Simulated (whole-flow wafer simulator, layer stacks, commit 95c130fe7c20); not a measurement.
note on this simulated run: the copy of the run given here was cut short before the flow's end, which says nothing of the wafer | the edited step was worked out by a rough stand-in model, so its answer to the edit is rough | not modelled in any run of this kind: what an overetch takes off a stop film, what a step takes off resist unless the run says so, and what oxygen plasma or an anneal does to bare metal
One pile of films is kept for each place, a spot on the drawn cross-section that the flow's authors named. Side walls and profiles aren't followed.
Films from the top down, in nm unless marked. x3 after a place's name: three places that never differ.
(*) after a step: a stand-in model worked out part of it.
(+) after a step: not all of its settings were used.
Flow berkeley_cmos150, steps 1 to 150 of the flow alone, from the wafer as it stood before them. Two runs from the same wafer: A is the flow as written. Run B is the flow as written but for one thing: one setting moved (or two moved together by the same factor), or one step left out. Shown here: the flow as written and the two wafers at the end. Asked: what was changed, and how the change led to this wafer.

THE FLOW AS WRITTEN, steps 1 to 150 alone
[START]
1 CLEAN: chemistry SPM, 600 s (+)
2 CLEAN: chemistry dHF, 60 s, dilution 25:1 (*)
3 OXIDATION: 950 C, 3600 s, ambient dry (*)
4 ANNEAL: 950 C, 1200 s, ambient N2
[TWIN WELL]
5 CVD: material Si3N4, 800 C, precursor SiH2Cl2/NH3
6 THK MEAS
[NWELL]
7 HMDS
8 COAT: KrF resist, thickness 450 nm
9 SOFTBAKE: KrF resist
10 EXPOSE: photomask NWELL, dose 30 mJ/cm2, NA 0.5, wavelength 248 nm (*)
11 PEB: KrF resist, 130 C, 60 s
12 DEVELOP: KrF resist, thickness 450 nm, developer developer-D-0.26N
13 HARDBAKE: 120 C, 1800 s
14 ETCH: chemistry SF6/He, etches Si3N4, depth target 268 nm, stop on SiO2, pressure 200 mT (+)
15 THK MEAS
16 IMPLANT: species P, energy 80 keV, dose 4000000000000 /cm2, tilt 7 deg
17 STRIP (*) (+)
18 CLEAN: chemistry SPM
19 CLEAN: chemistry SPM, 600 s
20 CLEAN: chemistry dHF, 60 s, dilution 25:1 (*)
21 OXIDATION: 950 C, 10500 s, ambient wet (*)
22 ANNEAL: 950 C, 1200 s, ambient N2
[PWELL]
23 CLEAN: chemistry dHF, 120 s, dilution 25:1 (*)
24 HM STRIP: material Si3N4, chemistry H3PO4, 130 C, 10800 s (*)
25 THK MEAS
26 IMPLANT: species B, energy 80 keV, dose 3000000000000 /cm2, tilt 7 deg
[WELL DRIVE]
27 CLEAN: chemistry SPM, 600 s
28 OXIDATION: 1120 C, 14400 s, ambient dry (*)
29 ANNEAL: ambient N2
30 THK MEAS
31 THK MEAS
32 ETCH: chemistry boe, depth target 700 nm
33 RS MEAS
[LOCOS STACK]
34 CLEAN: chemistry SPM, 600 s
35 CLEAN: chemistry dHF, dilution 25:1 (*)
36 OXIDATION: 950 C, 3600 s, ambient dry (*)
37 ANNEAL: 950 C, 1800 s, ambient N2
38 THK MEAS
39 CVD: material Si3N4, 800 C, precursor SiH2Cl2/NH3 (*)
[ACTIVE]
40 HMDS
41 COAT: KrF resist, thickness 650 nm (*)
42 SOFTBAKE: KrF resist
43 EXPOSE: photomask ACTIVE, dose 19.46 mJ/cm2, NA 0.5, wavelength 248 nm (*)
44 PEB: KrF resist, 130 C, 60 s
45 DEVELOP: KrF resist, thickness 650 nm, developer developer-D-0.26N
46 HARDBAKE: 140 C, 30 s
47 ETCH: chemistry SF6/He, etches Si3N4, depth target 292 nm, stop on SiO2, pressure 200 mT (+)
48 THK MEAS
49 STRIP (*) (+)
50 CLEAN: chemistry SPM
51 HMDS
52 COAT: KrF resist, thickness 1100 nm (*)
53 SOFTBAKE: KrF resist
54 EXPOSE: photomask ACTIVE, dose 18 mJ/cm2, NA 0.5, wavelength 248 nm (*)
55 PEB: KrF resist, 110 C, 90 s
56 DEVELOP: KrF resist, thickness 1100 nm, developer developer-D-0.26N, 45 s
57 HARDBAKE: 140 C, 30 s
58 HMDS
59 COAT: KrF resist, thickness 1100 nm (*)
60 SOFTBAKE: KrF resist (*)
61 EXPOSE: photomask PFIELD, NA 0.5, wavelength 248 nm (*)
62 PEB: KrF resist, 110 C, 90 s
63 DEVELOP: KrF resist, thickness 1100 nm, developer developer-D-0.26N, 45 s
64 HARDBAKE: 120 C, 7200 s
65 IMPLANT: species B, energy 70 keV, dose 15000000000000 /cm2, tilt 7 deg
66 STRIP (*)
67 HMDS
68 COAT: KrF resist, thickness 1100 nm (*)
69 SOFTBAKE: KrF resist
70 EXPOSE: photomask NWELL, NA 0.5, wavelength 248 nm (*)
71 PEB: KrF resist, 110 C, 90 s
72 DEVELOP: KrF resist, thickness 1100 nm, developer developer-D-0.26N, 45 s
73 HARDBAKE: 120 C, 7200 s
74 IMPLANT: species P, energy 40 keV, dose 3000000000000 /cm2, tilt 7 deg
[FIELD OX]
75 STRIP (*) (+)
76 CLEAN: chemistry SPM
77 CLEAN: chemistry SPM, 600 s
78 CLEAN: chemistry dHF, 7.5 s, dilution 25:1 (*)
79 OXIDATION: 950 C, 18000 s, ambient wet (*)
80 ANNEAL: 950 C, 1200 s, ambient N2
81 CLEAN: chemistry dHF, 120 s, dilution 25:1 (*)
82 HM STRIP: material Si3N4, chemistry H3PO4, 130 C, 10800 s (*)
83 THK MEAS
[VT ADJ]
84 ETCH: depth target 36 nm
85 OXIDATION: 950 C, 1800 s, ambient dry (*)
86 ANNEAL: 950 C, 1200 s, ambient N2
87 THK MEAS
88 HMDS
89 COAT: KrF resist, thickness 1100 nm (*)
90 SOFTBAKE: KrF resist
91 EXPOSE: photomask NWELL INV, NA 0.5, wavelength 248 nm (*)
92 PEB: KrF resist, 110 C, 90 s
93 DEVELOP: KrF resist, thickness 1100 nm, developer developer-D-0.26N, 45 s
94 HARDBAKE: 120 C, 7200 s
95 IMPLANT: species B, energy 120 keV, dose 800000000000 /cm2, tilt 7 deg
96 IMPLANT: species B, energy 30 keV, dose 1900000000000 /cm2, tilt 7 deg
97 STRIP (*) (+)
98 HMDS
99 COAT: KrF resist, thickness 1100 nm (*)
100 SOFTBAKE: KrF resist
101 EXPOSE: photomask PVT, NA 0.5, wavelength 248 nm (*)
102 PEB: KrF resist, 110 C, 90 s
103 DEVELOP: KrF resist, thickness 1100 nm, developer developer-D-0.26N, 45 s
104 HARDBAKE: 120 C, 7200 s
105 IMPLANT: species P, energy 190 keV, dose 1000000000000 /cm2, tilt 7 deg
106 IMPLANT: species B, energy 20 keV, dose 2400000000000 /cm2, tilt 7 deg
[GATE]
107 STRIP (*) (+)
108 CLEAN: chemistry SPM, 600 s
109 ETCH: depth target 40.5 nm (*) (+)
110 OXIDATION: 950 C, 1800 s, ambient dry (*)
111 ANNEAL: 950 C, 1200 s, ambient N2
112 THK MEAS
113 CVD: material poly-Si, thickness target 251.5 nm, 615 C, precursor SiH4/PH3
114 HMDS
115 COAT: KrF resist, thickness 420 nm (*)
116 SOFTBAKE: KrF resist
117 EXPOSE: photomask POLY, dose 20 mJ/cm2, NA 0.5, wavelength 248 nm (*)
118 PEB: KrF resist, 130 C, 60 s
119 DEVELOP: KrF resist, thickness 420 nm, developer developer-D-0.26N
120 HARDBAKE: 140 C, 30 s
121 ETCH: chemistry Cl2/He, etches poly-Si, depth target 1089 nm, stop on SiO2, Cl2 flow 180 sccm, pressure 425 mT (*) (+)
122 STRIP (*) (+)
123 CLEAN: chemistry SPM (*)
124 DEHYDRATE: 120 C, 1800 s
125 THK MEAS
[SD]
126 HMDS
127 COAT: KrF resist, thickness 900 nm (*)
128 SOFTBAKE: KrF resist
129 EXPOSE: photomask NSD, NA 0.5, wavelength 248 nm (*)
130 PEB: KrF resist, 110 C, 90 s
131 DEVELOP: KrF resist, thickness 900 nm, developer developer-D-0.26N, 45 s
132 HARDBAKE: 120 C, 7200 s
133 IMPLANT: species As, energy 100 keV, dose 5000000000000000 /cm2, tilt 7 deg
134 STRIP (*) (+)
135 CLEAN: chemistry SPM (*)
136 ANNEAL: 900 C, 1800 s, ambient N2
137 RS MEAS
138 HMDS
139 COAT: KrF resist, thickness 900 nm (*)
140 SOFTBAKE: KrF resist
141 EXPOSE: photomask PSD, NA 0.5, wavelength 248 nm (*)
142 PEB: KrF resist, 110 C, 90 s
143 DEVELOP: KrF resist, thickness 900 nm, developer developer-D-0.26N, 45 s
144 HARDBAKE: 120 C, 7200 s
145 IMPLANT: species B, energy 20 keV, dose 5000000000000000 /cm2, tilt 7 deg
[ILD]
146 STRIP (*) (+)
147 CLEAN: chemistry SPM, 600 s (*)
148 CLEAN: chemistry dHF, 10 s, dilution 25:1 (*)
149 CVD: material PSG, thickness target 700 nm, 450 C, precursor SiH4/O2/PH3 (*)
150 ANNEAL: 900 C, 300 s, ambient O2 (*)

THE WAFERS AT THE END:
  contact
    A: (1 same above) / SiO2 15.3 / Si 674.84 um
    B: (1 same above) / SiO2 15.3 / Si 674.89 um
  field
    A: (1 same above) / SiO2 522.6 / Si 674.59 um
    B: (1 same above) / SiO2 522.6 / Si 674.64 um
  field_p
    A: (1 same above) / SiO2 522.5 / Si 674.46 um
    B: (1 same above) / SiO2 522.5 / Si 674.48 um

The cause: step 28, OXIDATION: 1036 C was run, where the flow has 1120 C.

How the change led to this, step by step:
  28 OXIDATION: 1120 C, 14400 s, ambient dry (*)
      field, sd_n, gate_n, contact, m1: A SiO2 +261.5, Si -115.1 | B SiO2 +148.4, Si -65.3
      field_p, sd_p, gate_p: A SiO2 +103.6, Si -45.6 | B SiO2 +51, Si -22.5
  32 ETCH: chemistry boe, depth target 700 nm
      field, sd_n, gate_n, contact, m1: A SiO2 -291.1 (all of it) | B SiO2 -178 (all of it)
      field_p, sd_p, gate_p: A SiO2 -555.5 (all of it) | B SiO2 -502.9 (all of it)
  115 COAT: KrF resist, thickness 420 nm (*)
      field_p: A KrF resist +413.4 (new film) | B KrF resist +424 (new film)
  119 DEVELOP: KrF resist, thickness 420 nm, developer developer-D-0.26N
      field_p: A KrF resist -412.9 (all of it) | B KrF resist -423.4 (all of it)
  122 STRIP (*) (+)
      gate_p: A chemical SiO2 +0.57 (new film), KrF resist -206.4 (all of it), poly-Si -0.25 | B chemical SiO2 +0.58 (new film), KrF resist -212.3 (all of it), poly-Si -0.25
